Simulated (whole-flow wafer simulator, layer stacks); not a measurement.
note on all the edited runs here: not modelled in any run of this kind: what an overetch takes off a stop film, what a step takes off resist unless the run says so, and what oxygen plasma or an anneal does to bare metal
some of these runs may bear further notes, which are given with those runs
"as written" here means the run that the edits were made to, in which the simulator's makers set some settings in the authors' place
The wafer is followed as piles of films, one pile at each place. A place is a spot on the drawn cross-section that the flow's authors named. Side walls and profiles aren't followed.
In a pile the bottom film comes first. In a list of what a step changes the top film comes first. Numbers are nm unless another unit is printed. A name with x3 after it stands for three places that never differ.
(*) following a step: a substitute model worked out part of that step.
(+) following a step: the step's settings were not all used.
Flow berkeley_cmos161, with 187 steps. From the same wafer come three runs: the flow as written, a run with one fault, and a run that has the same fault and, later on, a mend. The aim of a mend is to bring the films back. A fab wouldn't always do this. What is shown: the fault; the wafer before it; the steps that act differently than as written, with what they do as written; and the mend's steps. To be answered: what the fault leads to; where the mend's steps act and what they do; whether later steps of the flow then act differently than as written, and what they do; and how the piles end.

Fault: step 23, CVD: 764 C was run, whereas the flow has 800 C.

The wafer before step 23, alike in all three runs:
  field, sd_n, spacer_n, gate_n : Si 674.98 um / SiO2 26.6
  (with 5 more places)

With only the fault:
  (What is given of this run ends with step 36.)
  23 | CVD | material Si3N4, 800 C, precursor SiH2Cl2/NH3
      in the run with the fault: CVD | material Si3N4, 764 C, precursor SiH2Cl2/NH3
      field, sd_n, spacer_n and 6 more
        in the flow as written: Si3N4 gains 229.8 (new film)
        in the run with the fault: Si3N4 gains 146.2 (new film)
  Steps further on in the flow that do not act as written (1 more step, not shown, differs only slightly: by at most 2% or 0.5 nm, whichever is larger):
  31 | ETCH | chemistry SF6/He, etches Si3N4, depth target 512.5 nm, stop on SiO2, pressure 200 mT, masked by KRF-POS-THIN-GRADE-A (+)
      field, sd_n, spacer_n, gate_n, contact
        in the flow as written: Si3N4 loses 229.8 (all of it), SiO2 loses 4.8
        in the run with the fault: Si3N4 loses 146.2 (all of it), SiO2 loses 4.8
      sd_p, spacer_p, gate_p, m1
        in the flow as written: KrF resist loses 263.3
        in the run with the fault: KrF resist loses 172.4
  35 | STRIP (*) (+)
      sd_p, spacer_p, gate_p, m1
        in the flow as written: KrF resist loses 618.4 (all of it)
        in the run with the fault: KrF resist loses 709.2 (all of it)
  After step 36, at sd_p, spacer_p, gate_p, m1, the piles differ from the flow's by more than 2% or 0.5 nm, whichever is larger.
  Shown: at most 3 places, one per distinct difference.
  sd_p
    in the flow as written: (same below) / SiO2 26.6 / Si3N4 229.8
    in the run with the fault: (same below) / SiO2 26.6 / Si3N4 146.2

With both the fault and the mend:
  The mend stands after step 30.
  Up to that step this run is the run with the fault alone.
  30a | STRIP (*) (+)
      sd_p, spacer_p, gate_p, m1
        KrF resist loses 882 (all of it)
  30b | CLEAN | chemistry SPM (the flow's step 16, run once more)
      leaves every film unchanged at each place that is followed
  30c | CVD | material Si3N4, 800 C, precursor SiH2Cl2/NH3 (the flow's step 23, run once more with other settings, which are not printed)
      field, sd_n, spacer_n and 6 more
        Si3N4 gains 83.6
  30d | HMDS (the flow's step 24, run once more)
      leaves every film unchanged at each place that is followed
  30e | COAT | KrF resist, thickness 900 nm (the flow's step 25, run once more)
      field, sd_n, spacer_n and 6 more
        KrF resist gains 900 (new film)
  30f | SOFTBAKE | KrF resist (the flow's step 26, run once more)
      leaves every film unchanged at each place that is followed
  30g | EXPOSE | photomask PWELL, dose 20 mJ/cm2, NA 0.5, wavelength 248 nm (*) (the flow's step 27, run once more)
      leaves every film unchanged at each place that is followed
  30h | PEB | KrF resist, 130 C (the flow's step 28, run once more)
      field, sd_n, spacer_n and 6 more
        KrF resist loses 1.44
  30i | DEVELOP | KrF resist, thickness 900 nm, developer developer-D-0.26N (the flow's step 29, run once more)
      field, sd_n, spacer_n, gate_n, contact
        KrF resist loses 898.6 (all of it)
      sd_p, spacer_p, gate_p, m1
        KrF resist loses 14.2
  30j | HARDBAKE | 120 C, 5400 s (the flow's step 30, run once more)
      sd_p, spacer_p, gate_p, m1
        KrF resist loses 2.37
  Every later step of the flow that is run acts as written at every place that is followed.
  By the end, the piles equal the flow's at every place that both follow.
